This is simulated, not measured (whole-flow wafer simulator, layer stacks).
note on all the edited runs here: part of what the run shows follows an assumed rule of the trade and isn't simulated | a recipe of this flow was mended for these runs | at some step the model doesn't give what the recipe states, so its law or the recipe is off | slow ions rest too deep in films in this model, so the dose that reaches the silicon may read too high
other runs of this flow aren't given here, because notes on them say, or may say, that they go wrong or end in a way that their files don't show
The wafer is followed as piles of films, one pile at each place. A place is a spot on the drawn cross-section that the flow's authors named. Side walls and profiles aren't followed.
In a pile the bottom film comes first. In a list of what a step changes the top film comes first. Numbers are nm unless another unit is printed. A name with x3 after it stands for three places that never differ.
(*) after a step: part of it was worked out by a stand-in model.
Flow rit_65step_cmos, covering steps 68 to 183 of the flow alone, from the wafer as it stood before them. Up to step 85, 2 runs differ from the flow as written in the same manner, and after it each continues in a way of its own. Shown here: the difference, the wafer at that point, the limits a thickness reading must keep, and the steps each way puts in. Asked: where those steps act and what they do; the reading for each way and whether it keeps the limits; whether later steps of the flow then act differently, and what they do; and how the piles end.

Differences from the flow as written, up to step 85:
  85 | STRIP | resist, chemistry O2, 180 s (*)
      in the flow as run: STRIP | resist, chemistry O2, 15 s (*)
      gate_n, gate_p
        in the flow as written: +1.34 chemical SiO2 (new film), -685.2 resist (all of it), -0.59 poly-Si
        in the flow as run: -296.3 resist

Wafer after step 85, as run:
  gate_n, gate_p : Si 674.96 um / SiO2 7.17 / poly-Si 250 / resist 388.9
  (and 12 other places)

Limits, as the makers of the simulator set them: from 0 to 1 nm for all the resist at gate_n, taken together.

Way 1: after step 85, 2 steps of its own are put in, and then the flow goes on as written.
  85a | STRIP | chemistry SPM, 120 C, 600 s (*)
      gate_n, gate_p
        +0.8 chemical SiO2 (new film), -388.9 resist (all of it), -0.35 poly-Si
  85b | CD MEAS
      leaves every film unchanged at each place that is followed
  After step 85b, the reading is 0 nm, within the limits.
  Steps further on in the flow that do not act as written (24 other steps are not shown; they differ only slightly, by no more than 2% or 0.5 nm, whichever is larger):
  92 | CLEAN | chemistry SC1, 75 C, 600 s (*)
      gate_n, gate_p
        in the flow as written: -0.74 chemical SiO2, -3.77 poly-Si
        going this way: -0.2 chemical SiO2, -4.8 poly-Si
  When the end is reached, the piles differ only a little from the flow's at the places that both follow, at most by 2% or 0.5 nm, whichever is larger.

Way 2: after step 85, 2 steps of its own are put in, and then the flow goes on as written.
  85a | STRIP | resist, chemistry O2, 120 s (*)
      gate_n, gate_p
        +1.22 chemical SiO2 (new film), -388.9 resist (all of it), -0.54 poly-Si
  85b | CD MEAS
      leaves every film unchanged at each place that is followed
  After step 85b, the reading is 0 nm, within the limits.
  Every later step of the flow that is run acts as written, at every place that is followed, to within 2% or 0.5 nm, whichever is larger.
  When the end is reached, the piles differ only a little from the flow's at the places that both follow, at most by 2% or 0.5 nm, whichever is larger.

Ways within the limits: way 1, way 2.
